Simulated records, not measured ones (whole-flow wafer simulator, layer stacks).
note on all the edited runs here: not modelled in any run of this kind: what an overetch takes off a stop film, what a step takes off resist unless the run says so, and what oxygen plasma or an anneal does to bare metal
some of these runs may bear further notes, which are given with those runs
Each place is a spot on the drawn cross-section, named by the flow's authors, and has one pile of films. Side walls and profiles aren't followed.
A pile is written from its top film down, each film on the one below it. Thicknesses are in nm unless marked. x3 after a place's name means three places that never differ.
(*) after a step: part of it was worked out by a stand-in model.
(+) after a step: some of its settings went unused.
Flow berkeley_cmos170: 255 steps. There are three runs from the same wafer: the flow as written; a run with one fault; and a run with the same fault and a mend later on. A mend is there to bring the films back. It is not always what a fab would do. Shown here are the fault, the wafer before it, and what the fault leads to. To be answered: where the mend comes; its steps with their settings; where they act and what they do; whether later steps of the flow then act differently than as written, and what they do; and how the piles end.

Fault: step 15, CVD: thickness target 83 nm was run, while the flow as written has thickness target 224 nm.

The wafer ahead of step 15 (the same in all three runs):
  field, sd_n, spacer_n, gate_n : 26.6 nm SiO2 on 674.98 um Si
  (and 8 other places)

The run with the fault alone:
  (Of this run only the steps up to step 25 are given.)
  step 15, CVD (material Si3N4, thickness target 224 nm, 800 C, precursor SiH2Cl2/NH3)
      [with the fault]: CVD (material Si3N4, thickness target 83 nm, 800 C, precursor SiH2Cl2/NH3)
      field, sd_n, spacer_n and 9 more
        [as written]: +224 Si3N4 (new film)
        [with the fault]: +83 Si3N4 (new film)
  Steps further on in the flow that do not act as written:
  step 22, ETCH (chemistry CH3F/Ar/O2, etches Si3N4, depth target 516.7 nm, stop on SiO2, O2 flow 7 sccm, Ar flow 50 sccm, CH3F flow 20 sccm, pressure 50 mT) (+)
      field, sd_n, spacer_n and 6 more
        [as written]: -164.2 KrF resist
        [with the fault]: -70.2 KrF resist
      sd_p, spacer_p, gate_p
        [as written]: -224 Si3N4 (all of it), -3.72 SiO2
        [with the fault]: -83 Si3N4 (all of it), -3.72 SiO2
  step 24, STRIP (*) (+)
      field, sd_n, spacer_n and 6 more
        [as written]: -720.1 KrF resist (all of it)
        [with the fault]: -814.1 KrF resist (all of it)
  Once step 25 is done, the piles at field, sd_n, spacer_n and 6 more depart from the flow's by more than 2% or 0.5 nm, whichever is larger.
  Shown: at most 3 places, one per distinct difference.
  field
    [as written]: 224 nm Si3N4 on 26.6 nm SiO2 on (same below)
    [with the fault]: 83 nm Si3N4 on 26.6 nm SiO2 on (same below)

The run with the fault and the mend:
  The mend stands after step 15.
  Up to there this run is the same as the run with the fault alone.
  step 15a, ETCH (chemistry h3po4, depth target 95.45 nm)
      field, sd_n, spacer_n and 9 more
        -83 Si3N4 (all of it)
  step 15b, CLEAN (chemistry SPM)
      does not change any film at any place that is followed
  step 15c, CVD (material Si3N4, thickness target 224 nm, 800 C, precursor SiH2Cl2/NH3) (the flow's step 15, run once more)
      field, sd_n, spacer_n and 9 more
        +224 Si3N4 (new film)
  None of the later steps of the flow acts differently than as written at any place that is followed.
  The piles end the same as the flow's at every place that both follow.
